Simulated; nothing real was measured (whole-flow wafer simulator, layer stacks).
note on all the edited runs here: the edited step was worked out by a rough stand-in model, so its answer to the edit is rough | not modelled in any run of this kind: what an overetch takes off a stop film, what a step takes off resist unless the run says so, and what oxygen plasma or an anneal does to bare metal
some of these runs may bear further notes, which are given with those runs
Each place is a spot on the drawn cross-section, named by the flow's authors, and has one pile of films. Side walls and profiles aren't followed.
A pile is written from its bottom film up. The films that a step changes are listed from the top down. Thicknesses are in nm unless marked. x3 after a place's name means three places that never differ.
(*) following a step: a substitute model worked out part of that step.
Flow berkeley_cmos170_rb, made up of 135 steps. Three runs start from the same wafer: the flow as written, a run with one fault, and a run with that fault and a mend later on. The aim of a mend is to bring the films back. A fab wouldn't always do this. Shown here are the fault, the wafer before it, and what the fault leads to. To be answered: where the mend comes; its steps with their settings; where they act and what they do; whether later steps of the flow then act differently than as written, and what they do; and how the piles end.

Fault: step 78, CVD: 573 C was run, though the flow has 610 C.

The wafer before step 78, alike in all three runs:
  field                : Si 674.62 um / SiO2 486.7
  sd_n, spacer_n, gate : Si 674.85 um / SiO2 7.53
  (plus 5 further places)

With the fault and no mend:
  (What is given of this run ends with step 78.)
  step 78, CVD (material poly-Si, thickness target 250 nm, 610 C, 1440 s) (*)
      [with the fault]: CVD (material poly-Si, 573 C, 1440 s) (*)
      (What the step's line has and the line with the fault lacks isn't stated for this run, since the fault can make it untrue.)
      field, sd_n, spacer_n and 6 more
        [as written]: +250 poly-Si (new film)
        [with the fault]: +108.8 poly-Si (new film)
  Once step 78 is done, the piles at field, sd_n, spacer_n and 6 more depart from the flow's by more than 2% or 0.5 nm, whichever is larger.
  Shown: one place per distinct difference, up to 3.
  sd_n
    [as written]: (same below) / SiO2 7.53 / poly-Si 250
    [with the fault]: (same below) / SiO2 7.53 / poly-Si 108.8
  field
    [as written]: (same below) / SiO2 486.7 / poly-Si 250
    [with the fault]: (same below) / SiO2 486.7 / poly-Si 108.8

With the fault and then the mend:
  After step 78 comes the mend.
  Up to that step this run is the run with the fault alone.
  step 78a, CVD (material poly-Si, thickness target 141 nm, 610 C, 814 s) (*) (the flow's step 78, run once more with other settings)
      field, sd_n, spacer_n and 6 more
        +141 poly-Si
  None of the later steps of the flow differs from how it acts as written, at any place that is followed, by more than 2% or 0.5 nm, whichever is larger.
  At the end the piles are close to the flow's at the places that both follow, differing by at most 2% or 0.5 nm, whichever is larger.
